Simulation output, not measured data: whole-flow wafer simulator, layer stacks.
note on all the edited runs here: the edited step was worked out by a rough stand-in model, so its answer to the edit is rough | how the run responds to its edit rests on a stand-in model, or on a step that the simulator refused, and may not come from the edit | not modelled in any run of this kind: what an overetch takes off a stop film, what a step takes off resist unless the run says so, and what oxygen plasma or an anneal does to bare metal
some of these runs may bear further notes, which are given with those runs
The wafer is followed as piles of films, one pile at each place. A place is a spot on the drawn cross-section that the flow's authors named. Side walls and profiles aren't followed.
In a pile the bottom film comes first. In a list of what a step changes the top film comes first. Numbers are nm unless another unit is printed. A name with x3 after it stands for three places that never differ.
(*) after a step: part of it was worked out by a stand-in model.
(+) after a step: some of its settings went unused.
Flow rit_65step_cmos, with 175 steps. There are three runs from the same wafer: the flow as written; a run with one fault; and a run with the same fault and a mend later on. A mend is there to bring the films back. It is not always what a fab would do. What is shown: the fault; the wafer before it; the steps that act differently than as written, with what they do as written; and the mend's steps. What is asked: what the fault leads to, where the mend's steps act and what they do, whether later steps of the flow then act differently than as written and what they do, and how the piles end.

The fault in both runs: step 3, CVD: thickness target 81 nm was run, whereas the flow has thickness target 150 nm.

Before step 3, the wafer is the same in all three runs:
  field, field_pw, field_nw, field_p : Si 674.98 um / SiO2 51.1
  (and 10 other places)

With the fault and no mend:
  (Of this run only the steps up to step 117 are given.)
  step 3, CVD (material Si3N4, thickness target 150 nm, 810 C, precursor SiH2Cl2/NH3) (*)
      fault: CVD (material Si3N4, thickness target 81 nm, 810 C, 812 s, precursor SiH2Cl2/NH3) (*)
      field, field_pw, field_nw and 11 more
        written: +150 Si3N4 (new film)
        fault: +81 Si3N4 (new film)
  Later steps of the flow acting differently than as written (37 more steps, not shown, differ only slightly: by at most 2% or 0.5 nm, whichever is larger):
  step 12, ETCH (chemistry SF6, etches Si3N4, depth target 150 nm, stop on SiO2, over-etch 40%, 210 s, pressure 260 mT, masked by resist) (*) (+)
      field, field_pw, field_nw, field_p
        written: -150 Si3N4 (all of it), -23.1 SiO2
        fault: -81 Si3N4 (all of it), -49.6 SiO2
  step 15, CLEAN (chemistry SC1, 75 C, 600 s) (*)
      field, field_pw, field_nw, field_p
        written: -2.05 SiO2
        fault: +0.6 chemical SiO2 (new film), -1.46 SiO2 (all of it), -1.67 Si
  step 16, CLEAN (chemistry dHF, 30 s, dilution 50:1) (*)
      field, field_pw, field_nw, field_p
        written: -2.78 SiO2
        fault: -0.6 chemical SiO2 (all of it)
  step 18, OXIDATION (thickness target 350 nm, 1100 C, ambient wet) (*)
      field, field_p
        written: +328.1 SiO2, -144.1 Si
        fault: +347.4 SiO2 (new film), -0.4 chemical SiO2 (all of it), -152.5 Si
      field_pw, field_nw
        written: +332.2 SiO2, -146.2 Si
        fault: +350 SiO2 (new film), -0.4 chemical SiO2 (all of it), -153.8 Si
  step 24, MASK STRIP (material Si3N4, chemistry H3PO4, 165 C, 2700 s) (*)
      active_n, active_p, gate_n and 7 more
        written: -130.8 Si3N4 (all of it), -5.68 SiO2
        fault: -61.8 Si3N4 (all of it), -8.31 SiO2
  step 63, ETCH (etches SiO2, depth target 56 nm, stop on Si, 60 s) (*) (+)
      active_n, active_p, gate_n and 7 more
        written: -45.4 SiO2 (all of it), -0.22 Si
        fault: -42.8 SiO2 (all of it), -0.27 Si
  The piles after step 117 are only slightly different from the flow's at the places that both follow, by no more than 2% or 0.5 nm, whichever is larger.

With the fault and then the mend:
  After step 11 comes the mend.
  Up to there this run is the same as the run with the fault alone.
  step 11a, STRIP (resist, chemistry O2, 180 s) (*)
      active_n, active_p, gate_n and 7 more
        -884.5 resist (all of it)
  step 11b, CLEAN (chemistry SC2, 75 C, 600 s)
      leaves every film unchanged at each place that is followed
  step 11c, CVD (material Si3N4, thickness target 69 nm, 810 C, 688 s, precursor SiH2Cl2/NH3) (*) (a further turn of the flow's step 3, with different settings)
      field, field_pw, field_nw and 11 more
        +69 Si3N4
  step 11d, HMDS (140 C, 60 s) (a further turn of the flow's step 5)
      leaves every film unchanged at each place that is followed
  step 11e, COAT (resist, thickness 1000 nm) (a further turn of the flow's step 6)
      field, field_pw, field_nw and 11 more
        +1000 resist (new film)
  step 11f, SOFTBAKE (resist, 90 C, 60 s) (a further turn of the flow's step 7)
      leaves every film unchanged at each place that is followed
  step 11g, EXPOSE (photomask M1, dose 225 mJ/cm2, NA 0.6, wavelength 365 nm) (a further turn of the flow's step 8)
      leaves every film unchanged at each place that is followed
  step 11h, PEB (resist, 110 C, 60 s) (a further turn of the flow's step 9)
      field, field_pw, field_nw and 11 more
        -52 resist
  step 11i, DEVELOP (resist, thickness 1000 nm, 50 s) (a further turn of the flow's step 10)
      field, field_pw, field_nw, field_p
        -948 resist (all of it)
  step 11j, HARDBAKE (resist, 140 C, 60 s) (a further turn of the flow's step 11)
      active_n, active_p, gate_n and 7 more
        -63.5 resist
  Every later step of the flow that is run acts as written at every place that is followed.
  By the end, the piles equal the flow's at every place that both follow.
